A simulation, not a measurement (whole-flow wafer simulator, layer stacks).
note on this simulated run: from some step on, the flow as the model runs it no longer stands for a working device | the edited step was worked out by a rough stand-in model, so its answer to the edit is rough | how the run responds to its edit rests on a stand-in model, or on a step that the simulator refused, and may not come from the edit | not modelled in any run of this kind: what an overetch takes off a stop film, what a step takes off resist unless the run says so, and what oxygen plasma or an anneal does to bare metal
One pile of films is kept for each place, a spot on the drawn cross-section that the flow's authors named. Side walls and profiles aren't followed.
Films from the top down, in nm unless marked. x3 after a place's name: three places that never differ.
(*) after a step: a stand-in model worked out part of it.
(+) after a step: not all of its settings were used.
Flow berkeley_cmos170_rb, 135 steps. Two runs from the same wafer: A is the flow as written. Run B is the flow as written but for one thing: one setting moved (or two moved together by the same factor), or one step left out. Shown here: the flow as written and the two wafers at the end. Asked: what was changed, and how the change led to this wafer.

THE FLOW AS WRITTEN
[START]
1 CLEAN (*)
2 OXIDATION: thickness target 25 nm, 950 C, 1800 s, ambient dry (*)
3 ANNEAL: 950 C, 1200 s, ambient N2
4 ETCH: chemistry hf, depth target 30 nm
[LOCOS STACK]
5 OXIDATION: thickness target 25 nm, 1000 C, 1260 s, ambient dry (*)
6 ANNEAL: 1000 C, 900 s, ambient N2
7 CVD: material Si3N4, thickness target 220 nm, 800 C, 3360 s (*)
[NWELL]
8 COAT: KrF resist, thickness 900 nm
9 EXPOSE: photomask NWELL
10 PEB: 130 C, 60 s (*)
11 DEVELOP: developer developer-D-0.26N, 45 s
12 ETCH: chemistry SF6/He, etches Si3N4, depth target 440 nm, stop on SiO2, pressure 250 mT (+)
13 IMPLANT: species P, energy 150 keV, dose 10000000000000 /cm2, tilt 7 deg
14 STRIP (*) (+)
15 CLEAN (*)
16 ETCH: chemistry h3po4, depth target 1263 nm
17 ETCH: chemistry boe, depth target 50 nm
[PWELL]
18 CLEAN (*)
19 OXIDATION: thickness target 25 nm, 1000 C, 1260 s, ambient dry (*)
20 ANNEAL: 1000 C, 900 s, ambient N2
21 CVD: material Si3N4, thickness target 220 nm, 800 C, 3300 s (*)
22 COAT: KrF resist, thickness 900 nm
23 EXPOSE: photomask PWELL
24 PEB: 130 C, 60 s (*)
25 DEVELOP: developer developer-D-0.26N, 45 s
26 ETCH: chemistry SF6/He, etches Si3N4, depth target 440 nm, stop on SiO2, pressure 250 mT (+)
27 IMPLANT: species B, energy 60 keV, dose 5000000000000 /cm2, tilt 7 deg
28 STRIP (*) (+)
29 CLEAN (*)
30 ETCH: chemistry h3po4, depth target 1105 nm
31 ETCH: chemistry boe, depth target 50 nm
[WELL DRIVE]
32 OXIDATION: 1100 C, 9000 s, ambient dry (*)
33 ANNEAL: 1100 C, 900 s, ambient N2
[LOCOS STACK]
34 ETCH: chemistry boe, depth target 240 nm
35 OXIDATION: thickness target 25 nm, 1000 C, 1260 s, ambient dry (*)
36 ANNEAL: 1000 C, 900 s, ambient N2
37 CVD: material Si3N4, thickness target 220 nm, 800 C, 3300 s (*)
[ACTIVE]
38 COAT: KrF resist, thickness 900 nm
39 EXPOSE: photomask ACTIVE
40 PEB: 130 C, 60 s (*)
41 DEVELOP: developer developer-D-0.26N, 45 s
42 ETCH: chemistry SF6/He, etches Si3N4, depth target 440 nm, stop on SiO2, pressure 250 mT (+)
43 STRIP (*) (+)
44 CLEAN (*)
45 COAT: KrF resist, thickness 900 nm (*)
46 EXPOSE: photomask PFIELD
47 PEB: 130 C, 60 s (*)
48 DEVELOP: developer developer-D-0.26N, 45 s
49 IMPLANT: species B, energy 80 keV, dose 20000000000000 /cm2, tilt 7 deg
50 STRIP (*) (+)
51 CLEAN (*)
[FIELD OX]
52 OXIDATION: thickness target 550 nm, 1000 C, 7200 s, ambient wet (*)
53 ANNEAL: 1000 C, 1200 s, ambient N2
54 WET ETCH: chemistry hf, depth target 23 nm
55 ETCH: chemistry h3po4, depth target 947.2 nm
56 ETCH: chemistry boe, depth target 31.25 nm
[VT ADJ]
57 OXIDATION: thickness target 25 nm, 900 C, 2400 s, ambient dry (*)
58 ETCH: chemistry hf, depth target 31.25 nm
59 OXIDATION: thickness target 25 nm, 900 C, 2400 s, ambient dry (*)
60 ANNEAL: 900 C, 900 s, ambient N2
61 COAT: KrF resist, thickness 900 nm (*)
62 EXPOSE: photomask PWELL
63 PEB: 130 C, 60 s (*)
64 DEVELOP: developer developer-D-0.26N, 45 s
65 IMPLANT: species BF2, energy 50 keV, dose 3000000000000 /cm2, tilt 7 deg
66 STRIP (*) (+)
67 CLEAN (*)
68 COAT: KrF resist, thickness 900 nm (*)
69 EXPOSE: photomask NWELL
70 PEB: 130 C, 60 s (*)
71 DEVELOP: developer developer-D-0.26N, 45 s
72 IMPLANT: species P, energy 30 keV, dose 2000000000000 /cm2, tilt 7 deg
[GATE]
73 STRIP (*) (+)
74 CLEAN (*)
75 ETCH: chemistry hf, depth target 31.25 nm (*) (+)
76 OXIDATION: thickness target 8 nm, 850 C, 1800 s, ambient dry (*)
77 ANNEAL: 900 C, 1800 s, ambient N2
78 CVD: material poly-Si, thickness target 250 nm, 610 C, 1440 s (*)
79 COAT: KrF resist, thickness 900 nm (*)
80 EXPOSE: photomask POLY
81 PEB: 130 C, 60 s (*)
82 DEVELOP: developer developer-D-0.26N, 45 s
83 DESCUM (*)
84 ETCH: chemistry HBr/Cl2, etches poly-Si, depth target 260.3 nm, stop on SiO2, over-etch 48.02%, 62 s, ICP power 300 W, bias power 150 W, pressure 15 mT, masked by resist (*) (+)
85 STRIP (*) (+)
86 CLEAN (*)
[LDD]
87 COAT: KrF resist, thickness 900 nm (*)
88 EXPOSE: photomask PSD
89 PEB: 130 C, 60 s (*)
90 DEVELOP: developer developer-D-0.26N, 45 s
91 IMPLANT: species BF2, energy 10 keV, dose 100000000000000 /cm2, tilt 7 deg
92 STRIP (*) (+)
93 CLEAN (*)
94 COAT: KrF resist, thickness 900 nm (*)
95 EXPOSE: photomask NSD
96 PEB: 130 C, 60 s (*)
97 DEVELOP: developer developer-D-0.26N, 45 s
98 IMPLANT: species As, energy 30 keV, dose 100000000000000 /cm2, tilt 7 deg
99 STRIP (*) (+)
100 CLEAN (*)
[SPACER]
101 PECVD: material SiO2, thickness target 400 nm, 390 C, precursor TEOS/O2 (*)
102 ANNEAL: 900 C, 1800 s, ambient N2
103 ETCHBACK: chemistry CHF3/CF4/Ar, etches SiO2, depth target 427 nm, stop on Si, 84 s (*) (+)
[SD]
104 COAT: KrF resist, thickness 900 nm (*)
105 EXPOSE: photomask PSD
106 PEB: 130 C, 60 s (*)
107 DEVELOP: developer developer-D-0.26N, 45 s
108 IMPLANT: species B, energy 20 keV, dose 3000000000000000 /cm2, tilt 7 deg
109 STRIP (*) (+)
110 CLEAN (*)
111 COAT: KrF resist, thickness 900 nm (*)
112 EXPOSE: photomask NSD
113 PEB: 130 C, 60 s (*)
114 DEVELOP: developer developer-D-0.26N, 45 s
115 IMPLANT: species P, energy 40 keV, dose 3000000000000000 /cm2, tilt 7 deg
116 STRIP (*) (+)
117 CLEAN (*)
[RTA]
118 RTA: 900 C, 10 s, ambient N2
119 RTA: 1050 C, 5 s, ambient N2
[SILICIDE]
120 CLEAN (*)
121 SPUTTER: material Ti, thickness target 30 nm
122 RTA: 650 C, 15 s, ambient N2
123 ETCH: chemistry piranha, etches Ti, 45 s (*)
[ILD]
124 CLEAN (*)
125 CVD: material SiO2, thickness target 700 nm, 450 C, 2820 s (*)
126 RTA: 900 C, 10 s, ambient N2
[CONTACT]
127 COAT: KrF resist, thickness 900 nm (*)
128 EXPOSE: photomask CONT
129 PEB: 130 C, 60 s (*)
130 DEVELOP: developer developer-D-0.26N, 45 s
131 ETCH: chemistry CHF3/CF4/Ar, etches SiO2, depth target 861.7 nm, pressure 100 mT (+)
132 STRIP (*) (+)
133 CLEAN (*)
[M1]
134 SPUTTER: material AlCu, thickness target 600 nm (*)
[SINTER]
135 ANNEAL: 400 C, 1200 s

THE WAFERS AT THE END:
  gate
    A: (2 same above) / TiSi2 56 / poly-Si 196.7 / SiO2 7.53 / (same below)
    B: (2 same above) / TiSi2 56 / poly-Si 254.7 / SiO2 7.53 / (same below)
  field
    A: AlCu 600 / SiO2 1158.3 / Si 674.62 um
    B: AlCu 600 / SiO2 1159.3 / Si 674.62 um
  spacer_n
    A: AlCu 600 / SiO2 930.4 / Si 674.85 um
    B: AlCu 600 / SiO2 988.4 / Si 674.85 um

The cause: step 78, CVD: thickness target 308 nm was run, where the flow has thickness target 250 nm; step 78, CVD: 1773 s was run, where the flow has 1440 s.

How the change led to this, step by step:
  78 CVD: material poly-Si, thickness target 250 nm, 610 C, 1440 s (*)
      field, sd_n, spacer_n and 6 more: A poly-Si +250 (new film) | B poly-Si +308 (new film)
  84 ETCH: chemistry HBr/Cl2, etches poly-Si, depth target 260.3 nm, stop on SiO2, over-etch 48.02%, 62 s, ICP power 300 W, bias power 150 W, pressure 15 mT, masked by resist (*) (+)
      field, sd_n, spacer_n, sd_p, spacer_p, contact, m1: A poly-Si -250 (all of it), SiO2 -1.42 | B poly-Si -308 (all of it), SiO2 -0.39
  87 COAT: KrF resist, thickness 900 nm (*)
      gate: A KrF resist +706 (new film) | B KrF resist +661.5 (new film)
      gate_p: A KrF resist +706.3 (new film) | B KrF resist +662.1 (new film)
  90 DEVELOP: developer developer-D-0.26N, 45 s
      gate_p: A KrF resist -706.3 (all of it) | B KrF resist -662.1 (all of it)
  92 STRIP (*) (+)
      gate: A KrF resist -691.8 (all of it) | B KrF resist -647.3 (all of it)
  94 COAT: KrF resist, thickness 900 nm (*)
      gate: A KrF resist +706 (new film) | B KrF resist +661.5 (new film)
      gate_p: A KrF resist +706.3 (new film) | B KrF resist +662.1 (new film)
  97 DEVELOP: developer developer-D-0.26N, 45 s
      gate: A KrF resist -706 (all of it) | B KrF resist -661.5 (all of it)
  99 STRIP (*) (+)
      gate_p: A KrF resist -692.1 (all of it) | B KrF resist -647.9 (all of it)
  103 ETCHBACK: chemistry CHF3/CF4/Ar, etches SiO2, depth target 427 nm, stop on Si, 84 s (*) (+)
      spacer_n: A SiO2 -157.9 | B SiO2 -101
      spacer_p: A SiO2 -157.9 | B SiO2 -100.9
  104 COAT: KrF resist, thickness 900 nm (*)
      spacer_n: A KrF resist +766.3 (new film) | B KrF resist +725.6 (new film)
      gate: A KrF resist +742.1 (new film) | B KrF resist +702.4 (new film)
      (and at 2 more places)
  107 DEVELOP: developer developer-D-0.26N, 45 s
      spacer_p: A KrF resist -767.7 (all of it) | B KrF resist -726.9 (all of it)
      gate_p: A KrF resist -743.2 (all of it) | B KrF resist -703.5 (all of it)
  109 STRIP (*) (+)
      spacer_n: A KrF resist -752.1 (all of it) | B KrF resist -711.4 (all of it)
      gate: A KrF resist -727.9 (all of it) | B KrF resist -688.2 (all of it)
  111 COAT: KrF resist, thickness 900 nm (*)
      spacer_n: A KrF resist +766.3 (new film) | B KrF resist +725.6 (new film)
      gate: A KrF resist +742.1 (new film) | B KrF resist +702.4 (new film)
      (and at 2 more places)
  114 DEVELOP: developer developer-D-0.26N, 45 s
      spacer_n: A KrF resist -766.3 (all of it) | B KrF resist -725.6 (all of it)
      gate: A KrF resist -742.1 (all of it) | B KrF resist -702.4 (all of it)
  116 STRIP (*) (+)
      spacer_p: A KrF resist -753.5 (all of it) | B KrF resist -712.7 (all of it)
      gate_p: A KrF resist -729 (all of it) | B KrF resist -689.2 (all of it)
  127 COAT: KrF resist, thickness 900 nm (*)
      spacer_n: A KrF resist +819.8 (new film) | B KrF resist +793.3 (new film)
      gate: A KrF resist +798.4 (new film) | B KrF resist +776 (new film)
      (and at 3 more places)
  132 STRIP (*) (+)
      field: A KrF resist -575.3 (all of it) | B KrF resist -587.5 (all of it)
      spacer_n: A KrF resist -590.2 (all of it) | B KrF resist -563.7 (all of it)
      (and at 4 more places)
